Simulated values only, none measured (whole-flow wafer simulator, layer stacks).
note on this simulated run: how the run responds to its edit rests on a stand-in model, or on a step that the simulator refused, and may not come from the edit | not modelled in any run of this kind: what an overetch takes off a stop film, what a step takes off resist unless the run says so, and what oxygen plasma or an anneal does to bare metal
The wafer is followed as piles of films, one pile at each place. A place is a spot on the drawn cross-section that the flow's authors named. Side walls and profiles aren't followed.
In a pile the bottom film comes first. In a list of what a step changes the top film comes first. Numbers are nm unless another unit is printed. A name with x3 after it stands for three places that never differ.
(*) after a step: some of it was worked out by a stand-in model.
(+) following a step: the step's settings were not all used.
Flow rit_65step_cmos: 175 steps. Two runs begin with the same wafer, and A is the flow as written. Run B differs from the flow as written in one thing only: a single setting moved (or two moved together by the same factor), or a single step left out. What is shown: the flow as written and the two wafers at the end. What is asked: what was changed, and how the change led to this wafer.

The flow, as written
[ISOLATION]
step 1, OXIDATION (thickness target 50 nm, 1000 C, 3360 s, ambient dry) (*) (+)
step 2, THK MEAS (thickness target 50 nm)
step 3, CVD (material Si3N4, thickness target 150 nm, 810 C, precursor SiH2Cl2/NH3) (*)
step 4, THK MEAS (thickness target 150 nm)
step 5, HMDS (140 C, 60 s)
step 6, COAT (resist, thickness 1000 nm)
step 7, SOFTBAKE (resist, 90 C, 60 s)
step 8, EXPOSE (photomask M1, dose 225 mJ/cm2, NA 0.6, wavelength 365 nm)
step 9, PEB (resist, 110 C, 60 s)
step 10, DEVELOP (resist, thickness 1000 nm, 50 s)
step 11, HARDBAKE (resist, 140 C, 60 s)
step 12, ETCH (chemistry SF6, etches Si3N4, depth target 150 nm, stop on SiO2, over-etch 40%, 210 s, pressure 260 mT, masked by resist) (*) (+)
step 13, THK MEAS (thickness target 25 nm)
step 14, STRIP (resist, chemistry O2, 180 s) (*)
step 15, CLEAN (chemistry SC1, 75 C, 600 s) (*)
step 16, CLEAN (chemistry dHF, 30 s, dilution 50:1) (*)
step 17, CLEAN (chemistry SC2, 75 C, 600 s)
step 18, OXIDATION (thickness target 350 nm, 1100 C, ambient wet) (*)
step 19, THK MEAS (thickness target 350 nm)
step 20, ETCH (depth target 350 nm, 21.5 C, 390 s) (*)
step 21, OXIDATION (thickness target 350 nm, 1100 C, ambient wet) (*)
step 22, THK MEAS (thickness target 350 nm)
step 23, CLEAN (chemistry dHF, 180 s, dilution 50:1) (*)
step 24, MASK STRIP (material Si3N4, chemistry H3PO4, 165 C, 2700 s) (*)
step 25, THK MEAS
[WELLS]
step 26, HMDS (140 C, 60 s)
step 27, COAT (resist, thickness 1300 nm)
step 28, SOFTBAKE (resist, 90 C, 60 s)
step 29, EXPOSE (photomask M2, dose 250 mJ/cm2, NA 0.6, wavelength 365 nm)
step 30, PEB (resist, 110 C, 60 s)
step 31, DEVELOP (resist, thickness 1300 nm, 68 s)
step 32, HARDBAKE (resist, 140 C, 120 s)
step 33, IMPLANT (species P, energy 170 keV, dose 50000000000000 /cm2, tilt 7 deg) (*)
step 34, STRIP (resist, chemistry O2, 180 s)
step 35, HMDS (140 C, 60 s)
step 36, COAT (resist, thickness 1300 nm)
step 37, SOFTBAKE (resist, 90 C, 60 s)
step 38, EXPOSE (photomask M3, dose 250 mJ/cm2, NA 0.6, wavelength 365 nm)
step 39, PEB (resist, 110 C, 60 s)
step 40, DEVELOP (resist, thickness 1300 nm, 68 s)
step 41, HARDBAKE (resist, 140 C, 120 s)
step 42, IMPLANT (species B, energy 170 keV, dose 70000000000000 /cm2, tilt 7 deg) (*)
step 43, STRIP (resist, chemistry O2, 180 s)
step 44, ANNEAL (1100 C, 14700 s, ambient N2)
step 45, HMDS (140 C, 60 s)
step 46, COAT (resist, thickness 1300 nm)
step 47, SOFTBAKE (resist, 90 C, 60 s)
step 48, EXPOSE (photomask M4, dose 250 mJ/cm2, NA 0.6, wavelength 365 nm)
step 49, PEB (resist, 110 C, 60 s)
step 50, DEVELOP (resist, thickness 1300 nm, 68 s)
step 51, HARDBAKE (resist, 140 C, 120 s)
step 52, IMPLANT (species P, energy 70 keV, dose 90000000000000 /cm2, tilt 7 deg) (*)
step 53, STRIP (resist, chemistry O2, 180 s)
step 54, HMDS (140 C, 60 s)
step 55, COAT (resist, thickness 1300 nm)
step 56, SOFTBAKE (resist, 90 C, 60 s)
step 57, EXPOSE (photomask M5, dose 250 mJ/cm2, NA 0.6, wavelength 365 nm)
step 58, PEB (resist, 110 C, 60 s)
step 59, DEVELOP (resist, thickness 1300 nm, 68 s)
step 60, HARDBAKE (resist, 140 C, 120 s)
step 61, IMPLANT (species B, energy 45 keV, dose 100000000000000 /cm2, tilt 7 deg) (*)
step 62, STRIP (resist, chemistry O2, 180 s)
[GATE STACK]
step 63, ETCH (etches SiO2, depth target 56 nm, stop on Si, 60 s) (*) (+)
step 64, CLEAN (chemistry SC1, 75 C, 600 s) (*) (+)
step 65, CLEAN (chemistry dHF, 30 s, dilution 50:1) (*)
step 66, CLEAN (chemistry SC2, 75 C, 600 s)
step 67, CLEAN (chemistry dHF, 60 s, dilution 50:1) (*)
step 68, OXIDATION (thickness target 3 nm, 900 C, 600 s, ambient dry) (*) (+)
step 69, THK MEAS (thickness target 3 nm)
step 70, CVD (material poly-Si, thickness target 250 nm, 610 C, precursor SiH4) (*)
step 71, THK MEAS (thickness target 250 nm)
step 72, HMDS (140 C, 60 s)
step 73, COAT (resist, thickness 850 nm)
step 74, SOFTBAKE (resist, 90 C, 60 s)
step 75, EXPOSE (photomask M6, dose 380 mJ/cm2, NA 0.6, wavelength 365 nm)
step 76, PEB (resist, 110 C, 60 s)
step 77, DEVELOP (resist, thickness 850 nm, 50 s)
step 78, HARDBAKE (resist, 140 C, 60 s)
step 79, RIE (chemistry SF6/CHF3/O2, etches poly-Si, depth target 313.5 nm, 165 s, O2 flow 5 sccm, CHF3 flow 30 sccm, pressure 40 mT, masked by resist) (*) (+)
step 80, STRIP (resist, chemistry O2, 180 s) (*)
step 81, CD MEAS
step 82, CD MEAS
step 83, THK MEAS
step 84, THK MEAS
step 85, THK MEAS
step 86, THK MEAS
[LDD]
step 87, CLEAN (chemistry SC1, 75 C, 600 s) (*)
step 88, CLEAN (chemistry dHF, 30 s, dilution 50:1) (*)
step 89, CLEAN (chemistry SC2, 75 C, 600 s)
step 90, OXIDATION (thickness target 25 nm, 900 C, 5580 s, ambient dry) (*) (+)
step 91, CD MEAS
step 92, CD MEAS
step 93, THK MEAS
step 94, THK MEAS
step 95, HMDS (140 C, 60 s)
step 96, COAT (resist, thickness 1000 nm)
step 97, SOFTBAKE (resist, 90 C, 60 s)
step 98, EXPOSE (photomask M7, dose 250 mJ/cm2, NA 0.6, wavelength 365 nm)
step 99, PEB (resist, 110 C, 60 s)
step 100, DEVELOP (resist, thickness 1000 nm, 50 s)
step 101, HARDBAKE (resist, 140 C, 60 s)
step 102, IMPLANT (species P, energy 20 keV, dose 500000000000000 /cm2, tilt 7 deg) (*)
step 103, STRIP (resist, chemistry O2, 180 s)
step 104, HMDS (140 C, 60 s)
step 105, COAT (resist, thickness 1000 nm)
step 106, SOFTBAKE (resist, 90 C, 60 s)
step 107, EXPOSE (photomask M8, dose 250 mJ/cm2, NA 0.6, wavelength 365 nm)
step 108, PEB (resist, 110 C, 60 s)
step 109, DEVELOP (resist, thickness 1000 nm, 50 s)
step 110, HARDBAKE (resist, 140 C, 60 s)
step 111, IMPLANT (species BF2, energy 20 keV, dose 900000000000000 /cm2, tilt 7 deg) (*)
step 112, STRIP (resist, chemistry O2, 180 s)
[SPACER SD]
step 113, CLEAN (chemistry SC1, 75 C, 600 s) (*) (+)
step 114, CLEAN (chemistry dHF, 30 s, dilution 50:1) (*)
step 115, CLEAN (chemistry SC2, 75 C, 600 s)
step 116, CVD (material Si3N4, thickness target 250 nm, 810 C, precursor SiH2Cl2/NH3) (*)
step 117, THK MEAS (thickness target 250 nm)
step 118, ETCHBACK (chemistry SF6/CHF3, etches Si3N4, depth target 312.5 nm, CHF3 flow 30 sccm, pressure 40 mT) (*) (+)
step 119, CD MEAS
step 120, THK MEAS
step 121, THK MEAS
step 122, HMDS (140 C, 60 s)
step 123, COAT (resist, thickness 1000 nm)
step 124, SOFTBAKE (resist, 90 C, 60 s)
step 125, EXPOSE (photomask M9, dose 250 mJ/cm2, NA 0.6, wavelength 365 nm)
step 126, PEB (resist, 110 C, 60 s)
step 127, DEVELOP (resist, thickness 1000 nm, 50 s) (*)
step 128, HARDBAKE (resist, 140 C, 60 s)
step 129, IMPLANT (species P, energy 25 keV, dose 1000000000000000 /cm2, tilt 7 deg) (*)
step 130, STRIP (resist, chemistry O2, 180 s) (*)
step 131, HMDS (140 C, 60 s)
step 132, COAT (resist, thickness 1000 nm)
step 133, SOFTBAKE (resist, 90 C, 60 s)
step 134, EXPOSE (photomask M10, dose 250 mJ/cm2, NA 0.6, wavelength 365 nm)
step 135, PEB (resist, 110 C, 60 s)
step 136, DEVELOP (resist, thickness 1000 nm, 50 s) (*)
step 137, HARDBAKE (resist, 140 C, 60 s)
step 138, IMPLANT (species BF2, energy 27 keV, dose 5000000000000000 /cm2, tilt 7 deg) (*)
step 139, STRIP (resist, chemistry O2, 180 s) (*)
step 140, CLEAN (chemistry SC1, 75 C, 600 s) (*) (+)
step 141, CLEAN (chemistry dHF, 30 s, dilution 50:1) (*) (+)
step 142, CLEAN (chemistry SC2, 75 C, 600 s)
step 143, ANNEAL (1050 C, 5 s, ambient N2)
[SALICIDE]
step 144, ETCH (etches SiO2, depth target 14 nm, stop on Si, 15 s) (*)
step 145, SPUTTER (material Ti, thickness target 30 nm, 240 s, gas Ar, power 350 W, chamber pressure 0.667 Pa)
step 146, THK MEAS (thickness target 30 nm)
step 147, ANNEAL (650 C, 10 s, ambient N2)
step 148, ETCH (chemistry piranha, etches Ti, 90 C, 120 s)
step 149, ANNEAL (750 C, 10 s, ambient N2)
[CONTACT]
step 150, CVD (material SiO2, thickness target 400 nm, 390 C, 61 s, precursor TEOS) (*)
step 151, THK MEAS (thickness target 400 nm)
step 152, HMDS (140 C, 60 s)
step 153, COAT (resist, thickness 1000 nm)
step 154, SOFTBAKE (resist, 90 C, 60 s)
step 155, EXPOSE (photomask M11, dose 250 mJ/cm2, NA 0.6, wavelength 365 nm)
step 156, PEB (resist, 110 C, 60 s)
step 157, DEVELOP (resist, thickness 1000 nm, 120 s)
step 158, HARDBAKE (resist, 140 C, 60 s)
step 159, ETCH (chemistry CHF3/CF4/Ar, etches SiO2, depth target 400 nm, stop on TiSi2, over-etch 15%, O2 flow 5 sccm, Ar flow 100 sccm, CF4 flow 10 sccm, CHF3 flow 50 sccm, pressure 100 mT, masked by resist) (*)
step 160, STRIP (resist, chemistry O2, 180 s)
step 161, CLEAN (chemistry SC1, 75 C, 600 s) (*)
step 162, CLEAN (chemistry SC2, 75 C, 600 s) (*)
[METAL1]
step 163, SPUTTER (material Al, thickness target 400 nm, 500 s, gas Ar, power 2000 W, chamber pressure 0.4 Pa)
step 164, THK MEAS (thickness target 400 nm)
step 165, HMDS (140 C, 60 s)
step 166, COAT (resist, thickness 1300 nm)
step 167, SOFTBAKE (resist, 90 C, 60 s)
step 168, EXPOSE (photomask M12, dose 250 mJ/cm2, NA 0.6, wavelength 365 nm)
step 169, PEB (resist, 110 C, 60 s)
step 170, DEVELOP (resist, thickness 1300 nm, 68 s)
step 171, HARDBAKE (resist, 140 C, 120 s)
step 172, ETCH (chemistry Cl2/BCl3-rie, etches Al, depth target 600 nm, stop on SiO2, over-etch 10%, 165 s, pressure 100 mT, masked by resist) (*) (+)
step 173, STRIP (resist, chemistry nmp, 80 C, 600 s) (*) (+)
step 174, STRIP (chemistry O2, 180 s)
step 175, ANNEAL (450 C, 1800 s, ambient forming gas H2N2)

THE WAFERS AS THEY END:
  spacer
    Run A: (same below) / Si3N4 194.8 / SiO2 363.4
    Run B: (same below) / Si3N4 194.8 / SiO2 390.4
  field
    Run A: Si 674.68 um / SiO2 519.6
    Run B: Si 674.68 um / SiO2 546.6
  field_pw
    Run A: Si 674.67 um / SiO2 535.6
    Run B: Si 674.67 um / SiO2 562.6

Cause: step 163, SPUTTER: thickness target 616 nm was run, though the flow has thickness target 400 nm; step 163, SPUTTER: 770 s was run, where the flow has 500 s.

How this came from the change, step by step:
  step 163, SPUTTER (material Al, thickness target 400 nm, 500 s, gas Ar, power 2000 W, chamber pressure 0.4 Pa)
      field, field_pw, field_p, spacer, spacer_p: A +400 Al (new film) | B +616 Al (new film)
      gate_n, gate_p: A +396 Al (new film) | B +560.9 Al (new film)
      (also at 1 further place)
  step 166, COAT (resist, thickness 1300 nm)
      gate_n: A +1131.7 resist (new film) | B +1185.5 resist (new film)
      gate_p: A +1135.6 resist (new film) | B +1188.8 resist (new film)
  step 169, PEB (resist, 110 C, 60 s)
      gate_n: A -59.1 resist | B -62.1 resist
      gate_p: A -59.3 resist | B -62.3 resist
  step 170, DEVELOP (resist, thickness 1300 nm, 68 s)
      gate_n: A -1072.6 resist (all of it) | B -1123.4 resist (all of it)
      gate_p: A -1076.3 resist (all of it) | B -1126.5 resist (all of it)
  step 172, ETCH (chemistry Cl2/BCl3-rie, etches Al, depth target 600 nm, stop on SiO2, over-etch 10%, 165 s, pressure 100 mT, masked by resist) (*) (+)
      field, field_pw, field_p, spacer, spacer_p: A -400 Al (all of it), -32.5 SiO2 | B -616 Al (all of it), -5.5 SiO2
      gate_n, gate_p: A -396 Al (all of it), -33 SiO2 | B -560.9 Al (all of it), -12.4 SiO2
      (also at 1 further place)
